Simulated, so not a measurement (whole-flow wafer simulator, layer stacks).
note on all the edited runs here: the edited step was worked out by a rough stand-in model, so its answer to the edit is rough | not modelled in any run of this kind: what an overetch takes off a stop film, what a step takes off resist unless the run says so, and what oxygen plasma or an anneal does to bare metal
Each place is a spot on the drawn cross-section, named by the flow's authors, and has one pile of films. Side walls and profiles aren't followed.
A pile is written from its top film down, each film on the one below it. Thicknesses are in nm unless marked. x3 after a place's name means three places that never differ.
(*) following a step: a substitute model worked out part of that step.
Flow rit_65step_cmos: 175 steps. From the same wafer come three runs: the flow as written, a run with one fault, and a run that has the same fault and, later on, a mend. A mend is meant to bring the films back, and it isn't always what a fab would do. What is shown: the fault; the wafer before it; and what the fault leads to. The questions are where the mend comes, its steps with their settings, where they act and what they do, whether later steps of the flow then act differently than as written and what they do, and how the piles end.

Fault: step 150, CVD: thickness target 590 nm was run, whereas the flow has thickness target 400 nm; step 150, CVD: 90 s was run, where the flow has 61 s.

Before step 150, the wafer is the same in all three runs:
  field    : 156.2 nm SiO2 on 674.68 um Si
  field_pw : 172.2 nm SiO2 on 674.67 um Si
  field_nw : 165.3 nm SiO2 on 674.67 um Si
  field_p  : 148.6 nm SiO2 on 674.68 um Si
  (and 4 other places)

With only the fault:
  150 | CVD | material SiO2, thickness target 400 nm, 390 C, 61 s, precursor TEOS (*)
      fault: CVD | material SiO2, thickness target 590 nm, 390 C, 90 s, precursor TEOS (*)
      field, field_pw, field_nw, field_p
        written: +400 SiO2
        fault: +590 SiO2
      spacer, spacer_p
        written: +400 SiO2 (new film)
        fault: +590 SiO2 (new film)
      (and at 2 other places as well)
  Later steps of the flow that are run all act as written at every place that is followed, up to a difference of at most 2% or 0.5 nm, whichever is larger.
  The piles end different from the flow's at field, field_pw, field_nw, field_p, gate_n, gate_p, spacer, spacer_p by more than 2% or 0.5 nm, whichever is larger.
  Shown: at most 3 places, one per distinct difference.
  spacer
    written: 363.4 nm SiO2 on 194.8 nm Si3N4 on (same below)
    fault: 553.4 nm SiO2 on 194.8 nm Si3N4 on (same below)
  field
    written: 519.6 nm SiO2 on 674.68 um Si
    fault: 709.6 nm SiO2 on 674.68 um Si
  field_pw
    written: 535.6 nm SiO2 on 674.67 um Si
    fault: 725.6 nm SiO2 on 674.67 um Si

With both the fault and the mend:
  After step 151 comes the mend.
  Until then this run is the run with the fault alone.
  151a | ETCH | chemistry boe, depth target 192.3 nm
      field, field_pw, field_nw, field_p, gate_n, gate_p, spacer, spacer_p
        -192.3 SiO2
  Later steps of the flow that are run all act as written at every place that is followed, up to a difference of at most 2% or 0.5 nm, whichever is larger.
  When the end is reached, the piles differ only a little from the flow's at the places that both follow, at most by 2% or 0.5 nm, whichever is larger.
